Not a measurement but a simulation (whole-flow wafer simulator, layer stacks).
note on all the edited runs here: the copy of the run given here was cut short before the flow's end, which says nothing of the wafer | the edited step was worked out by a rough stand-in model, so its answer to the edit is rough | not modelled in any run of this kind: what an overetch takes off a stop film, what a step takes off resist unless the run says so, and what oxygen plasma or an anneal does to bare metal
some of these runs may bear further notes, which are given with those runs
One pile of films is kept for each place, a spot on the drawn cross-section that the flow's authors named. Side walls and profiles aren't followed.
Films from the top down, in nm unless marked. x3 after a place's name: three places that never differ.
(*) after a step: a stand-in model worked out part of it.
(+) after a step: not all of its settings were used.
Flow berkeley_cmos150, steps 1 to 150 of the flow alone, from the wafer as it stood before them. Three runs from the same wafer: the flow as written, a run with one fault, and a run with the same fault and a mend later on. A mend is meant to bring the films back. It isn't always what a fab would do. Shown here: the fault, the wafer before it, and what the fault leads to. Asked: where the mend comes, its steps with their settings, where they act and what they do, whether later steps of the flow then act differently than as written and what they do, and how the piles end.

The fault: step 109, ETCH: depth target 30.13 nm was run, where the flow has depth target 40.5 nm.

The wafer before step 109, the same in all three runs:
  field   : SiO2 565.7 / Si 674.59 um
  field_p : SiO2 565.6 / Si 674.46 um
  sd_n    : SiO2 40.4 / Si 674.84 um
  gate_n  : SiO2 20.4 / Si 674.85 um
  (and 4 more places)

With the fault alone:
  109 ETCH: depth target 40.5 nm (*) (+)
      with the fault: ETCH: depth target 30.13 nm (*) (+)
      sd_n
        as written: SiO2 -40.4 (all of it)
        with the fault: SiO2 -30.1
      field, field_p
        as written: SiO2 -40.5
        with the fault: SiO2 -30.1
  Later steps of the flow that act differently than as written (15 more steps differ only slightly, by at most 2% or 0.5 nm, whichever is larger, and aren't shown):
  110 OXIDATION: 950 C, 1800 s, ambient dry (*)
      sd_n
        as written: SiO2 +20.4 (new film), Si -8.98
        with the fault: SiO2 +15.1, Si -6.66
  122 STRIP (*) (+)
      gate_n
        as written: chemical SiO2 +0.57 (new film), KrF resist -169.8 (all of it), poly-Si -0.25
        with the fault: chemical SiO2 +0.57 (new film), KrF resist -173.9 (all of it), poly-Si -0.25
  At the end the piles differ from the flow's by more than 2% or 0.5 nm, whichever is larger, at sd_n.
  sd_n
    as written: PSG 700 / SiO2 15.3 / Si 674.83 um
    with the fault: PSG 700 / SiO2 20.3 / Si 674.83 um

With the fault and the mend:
  The mend comes after step 109.
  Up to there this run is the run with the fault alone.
  109a ETCH: depth target 10.37 nm (the flow's step 109 once more, with other settings)
      field, field_p
        SiO2 -10.4
      sd_n
        SiO2 -10.3 (all of it)
  No later step of the flow acts differently than as written, at any place that is followed, by more than 2% or 0.5 nm, whichever is larger.
  At the end the piles are the same as the flow's at every place that both follow.
